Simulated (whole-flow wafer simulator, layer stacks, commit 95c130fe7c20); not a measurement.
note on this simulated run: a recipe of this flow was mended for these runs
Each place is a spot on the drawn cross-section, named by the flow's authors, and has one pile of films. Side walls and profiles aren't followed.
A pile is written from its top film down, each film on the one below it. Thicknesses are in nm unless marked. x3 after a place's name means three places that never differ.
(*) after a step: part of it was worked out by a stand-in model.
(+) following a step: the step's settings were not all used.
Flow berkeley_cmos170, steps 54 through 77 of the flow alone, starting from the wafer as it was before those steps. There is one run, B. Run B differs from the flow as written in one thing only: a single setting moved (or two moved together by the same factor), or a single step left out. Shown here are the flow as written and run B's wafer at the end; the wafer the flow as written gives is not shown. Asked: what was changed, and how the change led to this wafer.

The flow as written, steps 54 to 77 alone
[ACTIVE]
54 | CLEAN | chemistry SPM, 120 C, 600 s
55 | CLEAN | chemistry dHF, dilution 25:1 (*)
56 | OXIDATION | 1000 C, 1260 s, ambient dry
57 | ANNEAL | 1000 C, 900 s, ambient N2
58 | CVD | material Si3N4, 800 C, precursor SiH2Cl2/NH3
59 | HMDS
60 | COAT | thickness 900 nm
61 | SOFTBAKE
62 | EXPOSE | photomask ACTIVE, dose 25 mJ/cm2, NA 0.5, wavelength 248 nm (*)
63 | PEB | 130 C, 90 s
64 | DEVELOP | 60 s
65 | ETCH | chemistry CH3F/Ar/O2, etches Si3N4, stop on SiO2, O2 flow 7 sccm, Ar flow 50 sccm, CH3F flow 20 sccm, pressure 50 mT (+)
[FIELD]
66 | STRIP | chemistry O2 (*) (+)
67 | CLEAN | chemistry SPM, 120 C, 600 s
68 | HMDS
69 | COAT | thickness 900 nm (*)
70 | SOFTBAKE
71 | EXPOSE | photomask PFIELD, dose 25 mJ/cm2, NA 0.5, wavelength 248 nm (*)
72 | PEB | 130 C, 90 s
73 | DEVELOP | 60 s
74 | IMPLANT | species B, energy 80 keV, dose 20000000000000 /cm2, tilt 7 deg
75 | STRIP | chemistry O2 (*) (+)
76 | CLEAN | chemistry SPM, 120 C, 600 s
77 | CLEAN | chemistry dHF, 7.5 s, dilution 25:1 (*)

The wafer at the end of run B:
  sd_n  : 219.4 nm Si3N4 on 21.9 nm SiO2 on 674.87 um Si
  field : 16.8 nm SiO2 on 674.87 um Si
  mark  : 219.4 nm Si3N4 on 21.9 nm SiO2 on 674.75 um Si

The reason: step 56, OXIDATION: 981 C was run, though the flow has 1000 C.

Step by step, how the change led to this:
  56 | OXIDATION | 1000 C, 1260 s, ambient dry
      field, mark, sd_n and 10 more: +21.9 SiO2 (new film), -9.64 Si (as written it would have been: +26.6 SiO2 (new film), -11.7 Si)
